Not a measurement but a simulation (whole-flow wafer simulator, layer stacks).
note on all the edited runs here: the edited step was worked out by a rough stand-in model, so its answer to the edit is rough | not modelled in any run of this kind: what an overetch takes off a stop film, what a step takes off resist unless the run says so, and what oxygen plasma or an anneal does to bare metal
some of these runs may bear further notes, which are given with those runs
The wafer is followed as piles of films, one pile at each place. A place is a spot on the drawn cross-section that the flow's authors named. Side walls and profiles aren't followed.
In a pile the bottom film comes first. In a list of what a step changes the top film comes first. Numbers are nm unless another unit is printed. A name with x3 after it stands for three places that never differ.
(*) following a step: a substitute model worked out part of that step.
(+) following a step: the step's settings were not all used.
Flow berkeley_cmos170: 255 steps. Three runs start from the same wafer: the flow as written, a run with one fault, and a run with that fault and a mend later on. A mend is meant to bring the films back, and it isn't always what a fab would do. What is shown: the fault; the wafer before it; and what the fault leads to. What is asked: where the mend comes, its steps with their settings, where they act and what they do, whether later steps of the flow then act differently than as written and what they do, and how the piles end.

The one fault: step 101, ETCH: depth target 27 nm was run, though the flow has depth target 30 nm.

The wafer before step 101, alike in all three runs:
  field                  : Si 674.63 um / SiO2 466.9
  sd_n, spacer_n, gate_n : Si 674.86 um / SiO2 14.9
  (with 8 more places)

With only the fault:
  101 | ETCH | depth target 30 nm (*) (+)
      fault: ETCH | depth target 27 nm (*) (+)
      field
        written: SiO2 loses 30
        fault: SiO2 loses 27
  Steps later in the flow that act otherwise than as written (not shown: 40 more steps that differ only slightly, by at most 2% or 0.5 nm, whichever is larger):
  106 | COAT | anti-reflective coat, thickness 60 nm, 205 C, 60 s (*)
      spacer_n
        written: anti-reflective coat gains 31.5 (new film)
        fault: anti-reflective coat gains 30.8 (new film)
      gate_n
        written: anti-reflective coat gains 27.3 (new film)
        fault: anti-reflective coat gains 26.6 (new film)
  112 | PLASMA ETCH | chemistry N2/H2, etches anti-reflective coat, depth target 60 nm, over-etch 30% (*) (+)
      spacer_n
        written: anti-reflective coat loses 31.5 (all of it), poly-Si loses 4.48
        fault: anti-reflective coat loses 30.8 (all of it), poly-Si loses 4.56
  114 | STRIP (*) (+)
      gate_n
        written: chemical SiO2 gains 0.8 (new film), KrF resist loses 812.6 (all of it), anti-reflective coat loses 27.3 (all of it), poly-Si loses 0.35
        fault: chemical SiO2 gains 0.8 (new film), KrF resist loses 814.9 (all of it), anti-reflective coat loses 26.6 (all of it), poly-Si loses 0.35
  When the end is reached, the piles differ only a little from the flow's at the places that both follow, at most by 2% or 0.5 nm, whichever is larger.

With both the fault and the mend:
  After step 101 comes the mend.
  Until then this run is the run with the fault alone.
  101a | ETCH | depth target 3 nm (*) (+) (a further turn of the flow's step 101, with different settings)
      field
        SiO2 loses 3
  None of the later steps of the flow acts differently than as written at any place that is followed.
  The piles end the same as the flow's at every place that both follow.
